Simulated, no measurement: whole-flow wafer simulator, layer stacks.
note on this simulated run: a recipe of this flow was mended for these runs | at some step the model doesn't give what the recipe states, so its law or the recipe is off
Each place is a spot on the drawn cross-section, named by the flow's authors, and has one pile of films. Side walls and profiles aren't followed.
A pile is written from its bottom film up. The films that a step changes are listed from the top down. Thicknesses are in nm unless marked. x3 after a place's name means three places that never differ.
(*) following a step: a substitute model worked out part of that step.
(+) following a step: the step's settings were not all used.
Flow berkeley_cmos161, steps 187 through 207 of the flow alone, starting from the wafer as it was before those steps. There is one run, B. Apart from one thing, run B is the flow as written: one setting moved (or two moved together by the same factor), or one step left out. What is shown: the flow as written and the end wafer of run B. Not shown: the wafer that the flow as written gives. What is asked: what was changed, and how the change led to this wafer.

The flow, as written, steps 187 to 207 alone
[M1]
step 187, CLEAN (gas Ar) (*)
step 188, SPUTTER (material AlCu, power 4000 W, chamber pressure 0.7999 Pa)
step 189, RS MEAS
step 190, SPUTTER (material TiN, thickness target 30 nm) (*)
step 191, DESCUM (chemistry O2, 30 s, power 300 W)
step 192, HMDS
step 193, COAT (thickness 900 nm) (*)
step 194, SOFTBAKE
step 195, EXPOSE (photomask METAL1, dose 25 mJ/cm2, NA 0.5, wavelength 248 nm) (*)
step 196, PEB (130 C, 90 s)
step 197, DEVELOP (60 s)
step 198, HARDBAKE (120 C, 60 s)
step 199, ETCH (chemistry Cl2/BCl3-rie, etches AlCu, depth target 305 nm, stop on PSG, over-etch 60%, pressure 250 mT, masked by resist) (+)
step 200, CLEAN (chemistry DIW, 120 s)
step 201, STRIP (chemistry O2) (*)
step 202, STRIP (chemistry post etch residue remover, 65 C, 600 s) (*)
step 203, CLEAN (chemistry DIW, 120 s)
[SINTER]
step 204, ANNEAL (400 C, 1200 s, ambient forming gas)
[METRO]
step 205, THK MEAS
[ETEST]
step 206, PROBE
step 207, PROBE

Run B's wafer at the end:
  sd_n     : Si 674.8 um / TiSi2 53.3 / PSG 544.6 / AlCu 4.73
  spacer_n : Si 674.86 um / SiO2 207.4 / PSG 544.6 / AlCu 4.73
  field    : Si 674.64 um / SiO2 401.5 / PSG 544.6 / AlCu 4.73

What caused this: step 199, ETCH: depth target 187 nm was run, though the flow has depth target 305 nm.

How this came from the change, step by step:
  step 199, ETCH (chemistry Cl2/BCl3-rie, etches AlCu, depth target 305 nm, stop on PSG, over-etch 60%, pressure 250 mT, masked by resist) (+)
      field, sd_n, spacer_n, gate_n, spacer_p, gate_p: TiN loses 30 (all of it), AlCu loses 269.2 (as written it would have been: TiN loses 30 (all of it), AlCu loses 275.8 (all of it), PSG loses 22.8)
      contact, m1: KrF-resist loses 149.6 (as written it would have been: KrF-resist loses 244)
      (also at 1 further place)
  step 201, STRIP (chemistry O2) (*)
      contact: KrF-resist loses 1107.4 (all of it) (as written it would have been: KrF-resist loses 1013 (all of it))
      m1: KrF-resist loses 631.9 (all of it) (as written it would have been: KrF-resist loses 537.5 (all of it))
  step 202, STRIP (chemistry post etch residue remover, 65 C, 600 s) (*)
      field, sd_n, spacer_n, gate_n, spacer_p, gate_p: AlCu loses 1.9 (as written it would have been: nothing)
With metal films that touch counted as one body, sd_n has 1 body; the flow as written gives 0 bodies.
With metal films that touch counted as one body, spacer_n has 1 body; the flow as written gives 0 bodies.
With metal films that touch counted as one body, field has 1 body; the flow as written gives 0 bodies.
